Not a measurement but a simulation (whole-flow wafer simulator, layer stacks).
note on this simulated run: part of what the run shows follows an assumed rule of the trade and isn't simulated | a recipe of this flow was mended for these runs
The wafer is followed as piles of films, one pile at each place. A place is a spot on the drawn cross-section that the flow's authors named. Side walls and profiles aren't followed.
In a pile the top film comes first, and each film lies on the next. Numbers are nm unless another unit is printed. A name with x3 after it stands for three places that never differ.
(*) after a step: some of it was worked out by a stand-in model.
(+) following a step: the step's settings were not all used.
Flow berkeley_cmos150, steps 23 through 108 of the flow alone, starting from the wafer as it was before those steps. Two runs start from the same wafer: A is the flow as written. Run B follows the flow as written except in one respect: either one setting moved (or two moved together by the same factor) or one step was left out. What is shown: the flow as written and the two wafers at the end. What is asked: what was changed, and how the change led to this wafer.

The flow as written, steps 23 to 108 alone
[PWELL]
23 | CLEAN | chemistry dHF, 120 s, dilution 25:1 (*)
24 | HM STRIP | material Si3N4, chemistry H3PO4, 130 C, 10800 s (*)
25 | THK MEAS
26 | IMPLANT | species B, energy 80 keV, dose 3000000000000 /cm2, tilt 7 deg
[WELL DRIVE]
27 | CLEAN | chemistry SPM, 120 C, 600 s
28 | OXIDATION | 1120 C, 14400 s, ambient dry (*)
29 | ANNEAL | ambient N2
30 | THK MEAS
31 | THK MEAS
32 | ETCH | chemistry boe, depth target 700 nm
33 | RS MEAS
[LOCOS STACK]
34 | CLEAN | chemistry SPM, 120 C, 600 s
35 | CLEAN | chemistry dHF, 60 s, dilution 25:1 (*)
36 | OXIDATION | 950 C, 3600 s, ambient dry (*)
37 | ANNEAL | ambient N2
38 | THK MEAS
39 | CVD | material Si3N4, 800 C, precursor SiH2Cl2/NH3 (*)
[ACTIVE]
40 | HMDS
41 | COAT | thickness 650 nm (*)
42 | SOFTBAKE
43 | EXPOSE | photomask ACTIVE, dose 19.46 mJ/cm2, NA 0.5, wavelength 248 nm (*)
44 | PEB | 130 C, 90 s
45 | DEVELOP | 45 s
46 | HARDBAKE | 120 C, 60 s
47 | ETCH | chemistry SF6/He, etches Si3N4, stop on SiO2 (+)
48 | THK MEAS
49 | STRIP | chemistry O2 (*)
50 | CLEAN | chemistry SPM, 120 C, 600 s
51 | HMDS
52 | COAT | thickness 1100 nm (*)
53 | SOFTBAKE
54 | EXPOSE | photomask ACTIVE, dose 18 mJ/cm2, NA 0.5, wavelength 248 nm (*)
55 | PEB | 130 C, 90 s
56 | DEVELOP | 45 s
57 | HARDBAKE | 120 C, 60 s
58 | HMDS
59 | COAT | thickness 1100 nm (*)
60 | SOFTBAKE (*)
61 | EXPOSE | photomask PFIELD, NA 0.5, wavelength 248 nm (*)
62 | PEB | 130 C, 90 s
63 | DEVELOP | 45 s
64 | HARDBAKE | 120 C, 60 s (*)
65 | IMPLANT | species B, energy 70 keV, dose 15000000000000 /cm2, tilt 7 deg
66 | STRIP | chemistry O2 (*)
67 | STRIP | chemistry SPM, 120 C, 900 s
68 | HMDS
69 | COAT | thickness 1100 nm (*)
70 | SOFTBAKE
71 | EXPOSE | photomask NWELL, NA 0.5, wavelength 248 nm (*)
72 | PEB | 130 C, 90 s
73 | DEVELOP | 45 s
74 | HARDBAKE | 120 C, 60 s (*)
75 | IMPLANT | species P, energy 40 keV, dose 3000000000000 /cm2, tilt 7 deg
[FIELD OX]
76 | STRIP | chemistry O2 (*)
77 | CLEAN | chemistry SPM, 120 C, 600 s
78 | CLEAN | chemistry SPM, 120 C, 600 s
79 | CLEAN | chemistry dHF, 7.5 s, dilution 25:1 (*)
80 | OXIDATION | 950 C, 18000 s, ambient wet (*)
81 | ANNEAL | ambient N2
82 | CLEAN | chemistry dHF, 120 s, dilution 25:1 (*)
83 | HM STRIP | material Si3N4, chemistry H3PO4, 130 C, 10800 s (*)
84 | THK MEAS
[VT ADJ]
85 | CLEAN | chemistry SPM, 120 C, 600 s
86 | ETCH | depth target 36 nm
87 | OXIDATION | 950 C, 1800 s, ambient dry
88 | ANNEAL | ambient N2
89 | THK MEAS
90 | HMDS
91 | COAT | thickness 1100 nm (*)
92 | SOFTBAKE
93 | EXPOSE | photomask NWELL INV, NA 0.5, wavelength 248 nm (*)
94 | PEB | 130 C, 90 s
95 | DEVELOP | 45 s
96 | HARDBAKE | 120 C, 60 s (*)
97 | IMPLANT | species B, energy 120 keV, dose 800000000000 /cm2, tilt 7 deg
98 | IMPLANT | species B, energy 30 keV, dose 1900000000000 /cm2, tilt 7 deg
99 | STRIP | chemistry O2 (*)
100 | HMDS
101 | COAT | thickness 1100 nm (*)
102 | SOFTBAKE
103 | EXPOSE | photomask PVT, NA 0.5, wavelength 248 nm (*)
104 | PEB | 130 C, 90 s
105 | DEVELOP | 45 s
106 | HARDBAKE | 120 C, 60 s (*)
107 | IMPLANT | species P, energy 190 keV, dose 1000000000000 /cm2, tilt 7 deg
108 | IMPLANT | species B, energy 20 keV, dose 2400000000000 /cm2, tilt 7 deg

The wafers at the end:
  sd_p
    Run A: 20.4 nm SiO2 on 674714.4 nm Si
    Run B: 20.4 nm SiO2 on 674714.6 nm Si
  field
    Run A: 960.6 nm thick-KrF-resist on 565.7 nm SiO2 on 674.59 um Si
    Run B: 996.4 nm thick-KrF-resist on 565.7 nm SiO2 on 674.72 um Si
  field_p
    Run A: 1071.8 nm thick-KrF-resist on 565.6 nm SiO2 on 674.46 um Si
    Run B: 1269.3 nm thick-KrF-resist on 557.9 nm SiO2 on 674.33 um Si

What caused this: step 24, HM STRIP: 72 C was run, though the flow has 130 C.

Step by step, how the change led to this:
  24 | HM STRIP | material Si3N4, chemistry H3PO4, 130 C, 10800 s (*)
      field, sd_n, gate_n, contact, m1: A Si3N4 loses 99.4 (all of it), SiO2 loses 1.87 | B Si3N4 loses 6.42
      field_p, sd_p, gate_p: A SiO2 loses 2.72 | B nothing
  28 | OXIDATION | 1120 C, 14400 s, ambient dry (*)
      field, sd_n, gate_n, contact, m1: A SiO2 gains 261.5, Si loses 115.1 | B nothing
  32 | ETCH | chemistry boe, depth target 700 nm
      field, sd_n, gate_n, contact, m1: A SiO2 loses 291.1 (all of it) | B Si3N4 loses 7
  34 | CLEAN | chemistry SPM, 120 C, 600 s
      field, sd_n, gate_n, contact, m1: A chemical SiO2 gains 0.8 (new film), Si loses 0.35 | B nothing
  35 | CLEAN | chemistry dHF, 60 s, dilution 25:1 (*)
      field, sd_n, gate_n, contact, m1: A chemical SiO2 loses 0.8 (all of it) | B Si3N4 loses 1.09
  36 | OXIDATION | 950 C, 3600 s, ambient dry (*)
      field, sd_n, gate_n, contact, m1: A SiO2 gains 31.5 (new film), Si loses 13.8 | B nothing
  39 | CVD | material Si3N4, 800 C, precursor SiH2Cl2/NH3 (*)
      field, sd_n, gate_n, contact, m1: A Si3N4 gains 106 (new film) | B Si3N4 gains 106
  41 | COAT | thickness 650 nm (*)
      field: A KrF-resist gains 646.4 (new film) | B KrF-resist gains 570.1 (new film)
      field_p: A KrF-resist gains 715.2 (new film) | B KrF-resist gains 821.4 (new film)
      (and at 3 other places as well)
  45 | DEVELOP | 45 s
      field: A KrF-resist loses 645 (all of it) | B KrF-resist loses 568.8 (all of it)
      field_p: A KrF-resist loses 713.6 (all of it) | B KrF-resist loses 819.5 (all of it)
  46 | HARDBAKE | 120 C, 60 s
      sd_n: A KrF-resist loses 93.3 | B KrF-resist loses 89.8
      sd_p: A KrF-resist loses 102.4 | B KrF-resist loses 112.3
      (and at 1 other place as well)
  47 | ETCH | chemistry SF6/He, etches Si3N4, stop on SiO2 (+)
      field_p: A Si3N4 loses 106 (all of it), SiO2 loses 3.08 | B Si3N4 loses 106 (all of it), SiO2 loses 31.5 (all of it), Si loses 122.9
      sd_n, gate_n, sd_p, gate_p, contact, m1: A KrF-resist loses 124 | B KrF-resist loses 216.2
      (and at 1 other place as well)
  49 | STRIP | chemistry O2 (*)
      field_p: A nothing | B chemical SiO2 gains 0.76 (new film), Si loses 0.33
      sd_n: A KrF-resist loses 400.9 (all of it) | B KrF-resist loses 288.8 (all of it)
      (and at 5 other places as well)
  52 | COAT | thickness 1100 nm (*)
      field: A thick-KrF-resist gains 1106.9 (new film) | B thick-KrF-resist gains 1082.6 (new film)
      field_p: A thick-KrF-resist gains 1219.5 (new film) | B thick-KrF-resist gains 1434.7 (new film)
      (and at 6 other places as well)
  55 | PEB | 130 C, 90 s
      field_p: A thick-KrF-resist loses 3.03 | B thick-KrF-resist loses 3.68
  56 | DEVELOP | 45 s
      field: A thick-KrF-resist loses 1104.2 (all of it) | B thick-KrF-resist loses 1079.9 (all of it)
      field_p: A thick-KrF-resist loses 1216.4 (all of it) | B thick-KrF-resist loses 1431.1 (all of it)
  57 | HARDBAKE | 120 C, 60 s
      sd_n: A thick-KrF-resist loses 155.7 | B thick-KrF-resist loses 143.5
      gate_n: A thick-KrF-resist loses 158.8 | B thick-KrF-resist loses 150.3
      (and at 4 other places as well)
  ... another 19 steps ...
  105 | DEVELOP | 45 s
      sd_p: A thick-KrF-resist loses 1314 (all of it) | B thick-KrF-resist loses 1363.9 (all of it)
      gate_p: A thick-KrF-resist loses 1288.3 (all of it) | B thick-KrF-resist loses 1340.7 (all of it)
